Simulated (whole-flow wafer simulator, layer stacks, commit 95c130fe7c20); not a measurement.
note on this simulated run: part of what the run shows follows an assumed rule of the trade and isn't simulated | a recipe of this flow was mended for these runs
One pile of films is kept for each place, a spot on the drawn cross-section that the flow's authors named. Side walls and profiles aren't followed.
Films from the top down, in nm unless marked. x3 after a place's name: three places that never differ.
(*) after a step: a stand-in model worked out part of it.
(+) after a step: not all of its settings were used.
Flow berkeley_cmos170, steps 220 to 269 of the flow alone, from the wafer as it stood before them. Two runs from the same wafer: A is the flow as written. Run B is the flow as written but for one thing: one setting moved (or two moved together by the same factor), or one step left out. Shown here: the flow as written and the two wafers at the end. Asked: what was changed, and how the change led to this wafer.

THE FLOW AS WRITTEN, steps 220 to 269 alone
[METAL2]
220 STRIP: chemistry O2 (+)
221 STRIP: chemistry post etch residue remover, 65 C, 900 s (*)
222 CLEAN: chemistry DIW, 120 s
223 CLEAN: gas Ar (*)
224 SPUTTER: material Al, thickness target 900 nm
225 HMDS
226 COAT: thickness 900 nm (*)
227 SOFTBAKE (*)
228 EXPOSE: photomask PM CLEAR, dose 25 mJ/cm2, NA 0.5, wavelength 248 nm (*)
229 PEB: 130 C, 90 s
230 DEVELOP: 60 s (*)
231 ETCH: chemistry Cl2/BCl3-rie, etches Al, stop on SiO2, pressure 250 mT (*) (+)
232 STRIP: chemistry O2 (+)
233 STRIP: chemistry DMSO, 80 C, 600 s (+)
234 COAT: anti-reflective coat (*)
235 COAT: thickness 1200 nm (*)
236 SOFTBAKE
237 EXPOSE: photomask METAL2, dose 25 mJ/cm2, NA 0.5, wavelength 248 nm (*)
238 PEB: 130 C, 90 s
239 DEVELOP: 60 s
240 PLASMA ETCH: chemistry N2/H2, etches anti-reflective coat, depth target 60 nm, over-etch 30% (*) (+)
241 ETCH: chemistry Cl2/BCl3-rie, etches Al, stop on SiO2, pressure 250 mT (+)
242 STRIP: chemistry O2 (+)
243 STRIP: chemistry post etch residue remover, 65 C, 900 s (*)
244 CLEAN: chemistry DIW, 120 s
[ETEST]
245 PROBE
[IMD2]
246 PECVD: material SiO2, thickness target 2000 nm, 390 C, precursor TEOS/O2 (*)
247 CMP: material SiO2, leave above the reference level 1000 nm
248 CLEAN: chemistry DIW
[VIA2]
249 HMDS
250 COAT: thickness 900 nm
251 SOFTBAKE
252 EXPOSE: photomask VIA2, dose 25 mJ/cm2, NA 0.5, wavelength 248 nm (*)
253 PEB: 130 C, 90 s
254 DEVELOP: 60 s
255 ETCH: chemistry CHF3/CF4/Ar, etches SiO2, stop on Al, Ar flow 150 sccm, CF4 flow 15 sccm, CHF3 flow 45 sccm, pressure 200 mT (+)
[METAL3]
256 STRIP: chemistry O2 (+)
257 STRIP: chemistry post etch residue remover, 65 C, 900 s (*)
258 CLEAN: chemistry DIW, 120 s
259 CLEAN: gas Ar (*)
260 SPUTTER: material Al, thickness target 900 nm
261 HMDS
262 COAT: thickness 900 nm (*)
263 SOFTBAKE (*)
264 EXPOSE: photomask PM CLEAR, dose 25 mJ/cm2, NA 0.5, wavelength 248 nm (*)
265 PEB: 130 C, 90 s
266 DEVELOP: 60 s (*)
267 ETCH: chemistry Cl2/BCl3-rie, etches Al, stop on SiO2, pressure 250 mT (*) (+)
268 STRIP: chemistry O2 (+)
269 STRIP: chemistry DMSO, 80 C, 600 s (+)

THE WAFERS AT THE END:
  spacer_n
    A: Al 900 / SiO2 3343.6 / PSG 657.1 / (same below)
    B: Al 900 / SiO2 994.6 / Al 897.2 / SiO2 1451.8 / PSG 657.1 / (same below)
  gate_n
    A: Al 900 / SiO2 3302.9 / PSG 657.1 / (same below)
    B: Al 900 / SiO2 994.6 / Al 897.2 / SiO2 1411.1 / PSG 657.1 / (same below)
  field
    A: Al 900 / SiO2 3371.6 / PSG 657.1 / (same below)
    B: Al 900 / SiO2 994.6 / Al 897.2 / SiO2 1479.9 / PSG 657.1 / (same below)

The cause: step 241, ETCH: chemistry Cl2/BCl3-rie, etches Al, stop on SiO2, pressure 250 mT (+), was left out.

How the change led to this, step by step:
  242 STRIP: chemistry O2 (+)
      contact: A KrF-resist -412 (all of it), anti-reflective coat -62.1 (all of it) | B KrF-resist -1087 (all of it), anti-reflective coat -62.1 (all of it)
      m1: A KrF-resist -433.1 (all of it), anti-reflective coat -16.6 (all of it) | B KrF-resist -1108.1 (all of it), anti-reflective coat -16.6 (all of it)
      (and at 3 more places)
  243 STRIP: chemistry post etch residue remover, 65 C, 900 s (*)
      field, sd_n, spacer_n, gate_n, sd_p, spacer_p, gate_p: A nothing | B Al -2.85
  246 PECVD: material SiO2, thickness target 2000 nm, 390 C, precursor TEOS/O2 (*)
      field, sd_n, spacer_n, gate_n, sd_p, spacer_p, gate_p: A SiO2 +2000 | B SiO2 +2000 (new film)
  247 CMP: material SiO2, leave above the reference level 1000 nm
      mark: A nothing | B SiO2 -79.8
      field, sd_n, spacer_n, gate_n, sd_p, spacer_p, gate_p: A SiO2 -46.6 | B SiO2 -1000
Counting metal films that touch as one body, spacer_n has 2 bodies (between them, from the top down: SiO2 994.6); the flow as written gives 1 body.
Counting metal films that touch as one body, gate_n has 2 bodies (between them, from the top down: SiO2 994.6); the flow as written gives 1 body.
Counting metal films that touch as one body, field has 2 bodies (between them, from the top down: SiO2 994.6); the flow as written gives 1 body.
